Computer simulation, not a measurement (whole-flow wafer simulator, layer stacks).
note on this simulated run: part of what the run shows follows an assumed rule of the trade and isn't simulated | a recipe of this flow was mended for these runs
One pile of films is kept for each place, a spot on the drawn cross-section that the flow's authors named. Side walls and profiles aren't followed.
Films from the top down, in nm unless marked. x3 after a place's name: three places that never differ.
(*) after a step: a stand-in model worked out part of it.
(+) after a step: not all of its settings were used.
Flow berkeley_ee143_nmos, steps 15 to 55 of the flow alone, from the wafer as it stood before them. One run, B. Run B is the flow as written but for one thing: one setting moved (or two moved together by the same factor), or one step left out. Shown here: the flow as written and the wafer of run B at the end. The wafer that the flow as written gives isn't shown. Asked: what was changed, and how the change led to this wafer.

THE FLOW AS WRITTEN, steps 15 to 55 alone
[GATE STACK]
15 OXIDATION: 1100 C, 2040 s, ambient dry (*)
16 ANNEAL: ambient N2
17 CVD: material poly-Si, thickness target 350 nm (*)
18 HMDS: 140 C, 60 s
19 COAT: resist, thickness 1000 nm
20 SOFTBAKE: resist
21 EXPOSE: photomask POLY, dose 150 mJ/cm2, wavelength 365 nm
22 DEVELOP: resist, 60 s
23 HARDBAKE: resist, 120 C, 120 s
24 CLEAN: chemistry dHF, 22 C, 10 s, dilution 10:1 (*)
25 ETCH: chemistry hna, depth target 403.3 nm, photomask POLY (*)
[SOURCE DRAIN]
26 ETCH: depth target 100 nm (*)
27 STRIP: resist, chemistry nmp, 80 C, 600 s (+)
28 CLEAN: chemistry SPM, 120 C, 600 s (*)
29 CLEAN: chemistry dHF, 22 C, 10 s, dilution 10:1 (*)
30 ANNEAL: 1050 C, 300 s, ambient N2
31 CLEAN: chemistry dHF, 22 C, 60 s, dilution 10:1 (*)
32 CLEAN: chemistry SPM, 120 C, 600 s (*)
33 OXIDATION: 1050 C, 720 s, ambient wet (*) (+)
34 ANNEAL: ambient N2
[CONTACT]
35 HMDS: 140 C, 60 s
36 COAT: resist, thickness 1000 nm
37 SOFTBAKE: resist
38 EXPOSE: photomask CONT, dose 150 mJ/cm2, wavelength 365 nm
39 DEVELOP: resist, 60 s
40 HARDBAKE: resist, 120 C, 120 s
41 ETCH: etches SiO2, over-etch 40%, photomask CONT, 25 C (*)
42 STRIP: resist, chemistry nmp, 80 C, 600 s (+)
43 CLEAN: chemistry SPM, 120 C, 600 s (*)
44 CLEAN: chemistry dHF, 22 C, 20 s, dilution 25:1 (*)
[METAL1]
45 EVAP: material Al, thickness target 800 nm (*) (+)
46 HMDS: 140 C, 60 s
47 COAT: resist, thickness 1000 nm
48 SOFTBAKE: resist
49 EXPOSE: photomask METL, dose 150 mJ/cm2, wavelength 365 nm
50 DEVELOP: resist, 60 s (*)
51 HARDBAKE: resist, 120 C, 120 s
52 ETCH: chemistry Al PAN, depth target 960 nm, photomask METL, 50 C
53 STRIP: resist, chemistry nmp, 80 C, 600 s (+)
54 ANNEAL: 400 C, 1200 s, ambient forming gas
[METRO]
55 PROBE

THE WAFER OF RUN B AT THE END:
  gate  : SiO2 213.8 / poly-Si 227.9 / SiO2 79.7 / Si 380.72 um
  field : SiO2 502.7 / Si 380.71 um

The cause: step 17, CVD: thickness target 324 nm was run, where the flow has thickness target 350 nm.

How the change led to this, step by step:
  17 CVD: material poly-Si, thickness target 350 nm (*)
      gate, sd, contact, field: poly-Si +324 (new film) (as written it would be: poly-Si +350 (new film))
  25 ETCH: chemistry hna, depth target 403.3 nm, photomask POLY (*)
      sd, contact, field: poly-Si -324 (all of it), SiO2 -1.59 (as written it would be: poly-Si -350 (all of it), SiO2 -1.07)
